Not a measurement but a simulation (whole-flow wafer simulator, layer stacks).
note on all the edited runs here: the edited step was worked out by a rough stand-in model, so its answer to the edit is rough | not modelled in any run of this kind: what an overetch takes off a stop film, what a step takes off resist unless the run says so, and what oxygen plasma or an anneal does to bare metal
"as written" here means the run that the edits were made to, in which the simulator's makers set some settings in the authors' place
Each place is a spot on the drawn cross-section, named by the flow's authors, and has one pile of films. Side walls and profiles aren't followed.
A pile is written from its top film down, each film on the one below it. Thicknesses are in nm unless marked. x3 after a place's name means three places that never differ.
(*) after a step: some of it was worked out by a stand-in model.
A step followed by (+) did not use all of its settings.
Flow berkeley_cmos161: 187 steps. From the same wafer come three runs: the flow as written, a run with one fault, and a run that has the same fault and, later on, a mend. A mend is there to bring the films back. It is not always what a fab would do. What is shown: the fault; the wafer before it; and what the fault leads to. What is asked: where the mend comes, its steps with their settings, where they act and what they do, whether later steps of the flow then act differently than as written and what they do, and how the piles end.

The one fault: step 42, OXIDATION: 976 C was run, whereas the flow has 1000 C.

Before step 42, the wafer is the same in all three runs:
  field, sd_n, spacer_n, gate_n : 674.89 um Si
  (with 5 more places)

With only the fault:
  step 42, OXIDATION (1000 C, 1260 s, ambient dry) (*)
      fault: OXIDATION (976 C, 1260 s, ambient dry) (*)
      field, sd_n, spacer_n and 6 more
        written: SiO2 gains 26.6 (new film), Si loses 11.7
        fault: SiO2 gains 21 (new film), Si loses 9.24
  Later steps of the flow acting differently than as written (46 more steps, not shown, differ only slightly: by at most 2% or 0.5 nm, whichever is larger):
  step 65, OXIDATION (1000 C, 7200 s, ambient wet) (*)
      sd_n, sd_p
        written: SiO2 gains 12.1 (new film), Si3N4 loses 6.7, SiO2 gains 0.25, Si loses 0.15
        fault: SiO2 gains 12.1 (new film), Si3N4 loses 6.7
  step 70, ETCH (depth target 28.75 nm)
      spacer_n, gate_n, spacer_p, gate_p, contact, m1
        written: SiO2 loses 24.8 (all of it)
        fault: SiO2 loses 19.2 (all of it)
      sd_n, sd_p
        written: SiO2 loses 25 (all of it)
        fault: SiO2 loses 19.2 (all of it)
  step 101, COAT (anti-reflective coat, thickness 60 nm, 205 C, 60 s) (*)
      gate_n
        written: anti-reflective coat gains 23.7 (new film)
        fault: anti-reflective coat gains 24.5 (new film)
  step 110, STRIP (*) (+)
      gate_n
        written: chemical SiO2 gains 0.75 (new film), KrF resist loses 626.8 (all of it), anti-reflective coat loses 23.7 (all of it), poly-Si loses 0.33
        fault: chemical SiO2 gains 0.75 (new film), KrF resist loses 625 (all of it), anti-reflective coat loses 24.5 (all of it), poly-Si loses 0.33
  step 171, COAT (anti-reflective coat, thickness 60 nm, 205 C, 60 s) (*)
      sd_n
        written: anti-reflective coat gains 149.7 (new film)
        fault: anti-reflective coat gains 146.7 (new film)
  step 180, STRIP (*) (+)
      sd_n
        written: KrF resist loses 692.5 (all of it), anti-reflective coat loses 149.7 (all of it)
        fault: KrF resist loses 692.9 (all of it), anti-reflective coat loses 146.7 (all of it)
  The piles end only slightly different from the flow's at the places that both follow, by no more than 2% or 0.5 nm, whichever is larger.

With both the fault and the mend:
  The mend follows step 43.
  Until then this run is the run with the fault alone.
  step 43a, OXIDATION (1000 C, 356 s, ambient dry) (*) (a further turn of the flow's step 42, with different settings)
      field, sd_n, spacer_n and 6 more
        SiO2 gains 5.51, Si loses 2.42
  Later steps of the flow that are run all act as written at every place that is followed, up to a difference of at most 2% or 0.5 nm, whichever is larger.
  By the end, the piles equal the flow's at every place that both follow.
